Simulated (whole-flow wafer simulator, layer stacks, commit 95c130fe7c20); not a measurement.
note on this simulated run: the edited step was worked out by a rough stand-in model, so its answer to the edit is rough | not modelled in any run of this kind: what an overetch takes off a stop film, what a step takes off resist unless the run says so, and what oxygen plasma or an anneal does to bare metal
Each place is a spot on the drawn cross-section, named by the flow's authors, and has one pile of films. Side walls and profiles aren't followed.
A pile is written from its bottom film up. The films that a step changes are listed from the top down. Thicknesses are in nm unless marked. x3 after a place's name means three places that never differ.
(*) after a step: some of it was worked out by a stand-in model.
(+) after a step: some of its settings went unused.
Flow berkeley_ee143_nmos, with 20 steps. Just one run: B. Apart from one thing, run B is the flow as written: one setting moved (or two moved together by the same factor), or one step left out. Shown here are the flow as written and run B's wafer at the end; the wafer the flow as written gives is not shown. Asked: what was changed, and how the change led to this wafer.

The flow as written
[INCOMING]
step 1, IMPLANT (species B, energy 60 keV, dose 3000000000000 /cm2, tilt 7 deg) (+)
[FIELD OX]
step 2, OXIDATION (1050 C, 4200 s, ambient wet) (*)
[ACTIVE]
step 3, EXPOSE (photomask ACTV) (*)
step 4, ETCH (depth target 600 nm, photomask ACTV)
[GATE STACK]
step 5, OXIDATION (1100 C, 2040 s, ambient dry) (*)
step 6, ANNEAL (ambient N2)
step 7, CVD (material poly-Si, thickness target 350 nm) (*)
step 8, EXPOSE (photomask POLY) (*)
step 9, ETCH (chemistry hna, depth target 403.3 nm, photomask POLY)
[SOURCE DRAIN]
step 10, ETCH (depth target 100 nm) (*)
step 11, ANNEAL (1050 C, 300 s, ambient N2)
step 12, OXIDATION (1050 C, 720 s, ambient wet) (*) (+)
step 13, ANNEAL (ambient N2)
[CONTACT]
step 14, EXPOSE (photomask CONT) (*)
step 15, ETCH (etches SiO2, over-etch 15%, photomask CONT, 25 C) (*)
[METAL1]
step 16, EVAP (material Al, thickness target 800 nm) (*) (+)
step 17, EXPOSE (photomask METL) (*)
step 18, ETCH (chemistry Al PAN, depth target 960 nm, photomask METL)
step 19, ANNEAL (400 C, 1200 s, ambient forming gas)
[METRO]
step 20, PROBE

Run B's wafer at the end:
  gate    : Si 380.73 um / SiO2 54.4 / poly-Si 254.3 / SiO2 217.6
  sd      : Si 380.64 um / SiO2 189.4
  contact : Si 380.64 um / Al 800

Cause: step 5, OXIDATION: 1071 s was run, though the flow has 2040 s.

Step by step, how the change led to this:
  step 5, OXIDATION (1100 C, 2040 s, ambient dry) (*)
      gate, sd, contact: SiO2 gains 54.4 (new film), Si loses 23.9 (as written it would have been: SiO2 gains 79.7 (new film), Si loses 35.1)
      field: SiO2 gains 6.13, Si loses 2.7 (as written it would have been: SiO2 gains 11.6, Si loses 5.1)
  step 10, ETCH (depth target 100 nm) (*)
      sd, contact: SiO2 loses 54.4 (all of it) (as written it would have been: SiO2 loses 79.7 (all of it))
